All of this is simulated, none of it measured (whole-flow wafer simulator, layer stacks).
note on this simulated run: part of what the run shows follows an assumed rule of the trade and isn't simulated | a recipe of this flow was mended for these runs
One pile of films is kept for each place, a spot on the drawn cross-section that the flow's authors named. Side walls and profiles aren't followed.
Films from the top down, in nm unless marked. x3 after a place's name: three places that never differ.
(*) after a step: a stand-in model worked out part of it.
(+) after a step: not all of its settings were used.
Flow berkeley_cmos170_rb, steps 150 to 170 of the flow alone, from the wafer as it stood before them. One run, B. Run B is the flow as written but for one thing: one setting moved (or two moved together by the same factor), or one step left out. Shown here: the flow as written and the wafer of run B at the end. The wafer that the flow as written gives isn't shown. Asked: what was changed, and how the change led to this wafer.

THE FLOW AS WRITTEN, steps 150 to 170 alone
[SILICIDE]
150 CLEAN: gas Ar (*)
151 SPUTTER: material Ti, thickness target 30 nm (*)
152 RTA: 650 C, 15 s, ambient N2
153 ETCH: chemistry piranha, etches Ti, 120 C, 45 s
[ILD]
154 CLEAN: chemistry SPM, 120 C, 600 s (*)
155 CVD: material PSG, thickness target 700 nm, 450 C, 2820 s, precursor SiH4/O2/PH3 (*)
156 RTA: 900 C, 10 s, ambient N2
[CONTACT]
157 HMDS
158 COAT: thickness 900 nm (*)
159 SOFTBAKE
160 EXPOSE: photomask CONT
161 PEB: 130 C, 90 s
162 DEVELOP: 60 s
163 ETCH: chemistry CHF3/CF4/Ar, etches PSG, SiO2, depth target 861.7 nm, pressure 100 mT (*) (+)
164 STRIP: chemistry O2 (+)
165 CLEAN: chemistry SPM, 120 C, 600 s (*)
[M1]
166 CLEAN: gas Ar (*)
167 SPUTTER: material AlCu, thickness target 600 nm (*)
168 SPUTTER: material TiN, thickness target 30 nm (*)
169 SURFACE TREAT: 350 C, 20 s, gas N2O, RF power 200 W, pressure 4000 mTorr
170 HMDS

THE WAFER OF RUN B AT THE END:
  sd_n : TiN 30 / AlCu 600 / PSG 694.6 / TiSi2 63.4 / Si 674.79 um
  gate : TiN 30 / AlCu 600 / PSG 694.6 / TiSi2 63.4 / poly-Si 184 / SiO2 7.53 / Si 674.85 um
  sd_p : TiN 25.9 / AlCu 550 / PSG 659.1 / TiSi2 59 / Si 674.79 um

The cause: step 151, SPUTTER: thickness target 34 nm was run, where the flow has thickness target 30 nm.

How the change led to this, step by step:
  151 SPUTTER: material Ti, thickness target 30 nm (*)
      field, sd_n, spacer_n, gate, spacer_p, gate_p, contact, m1: Ti +34 (new film) (as written it would be: Ti +30 (new film))
      sd_p: Ti +31.6 (new film) (as written it would be: Ti +27.9 (new film))
  152 RTA: 650 C, 15 s, ambient N2
      sd_n, contact, m1: Ti -26.5, TiSi first +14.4 (new film), TiSi2 C49 +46 (new film), Si -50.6 (as written it would be: Ti -23.4, TiSi first +6.2 (new film), TiSi2 C49 +50.3 (new film), Si -49)
      gate, gate_p: Ti -26.5, TiSi first +14.4 (new film), TiSi2 C49 +46 (new film), poly-Si -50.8 (as written it would be: Ti -23.4, TiSi first +6.2 (new film), TiSi2 C49 +50.3 (new film), poly-Si -49.2)
      (and at 1 more place)
  153 ETCH: chemistry piranha, etches Ti, 120 C, 45 s
      sd_n, gate, gate_p, contact, m1: Ti -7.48 (all of it), TiSi first -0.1 (as written it would be: Ti -6.6 (all of it), TiSi first -0.1)
      field, spacer_n, spacer_p: Ti -34 (all of it) (as written it would be: Ti -30 (all of it))
      (and at 1 more place)
  156 RTA: 900 C, 10 s, ambient N2
      sd_n, contact, m1: under 1 film: TiSi2 +63.4 (new film), TiSi first -14.3 (all of it), TiSi2 C49 -46 (all of it), Si -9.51 (as written it would be: under 1 film: TiSi2 +55.9 (new film), TiSi first -6.09 (all of it), TiSi2 C49 -50.3 (all of it), Si -4.05)
      gate, gate_p: under 1 film: TiSi2 +63.4 (new film), TiSi first -14.3 (all of it), TiSi2 C49 -46 (all of it), poly-Si -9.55 (as written it would be: under 1 film: TiSi2 +55.9 (new film), TiSi first -6.09 (all of it), TiSi2 C49 -50.3 (all of it), poly-Si -4.06)
      (and at 1 more place)
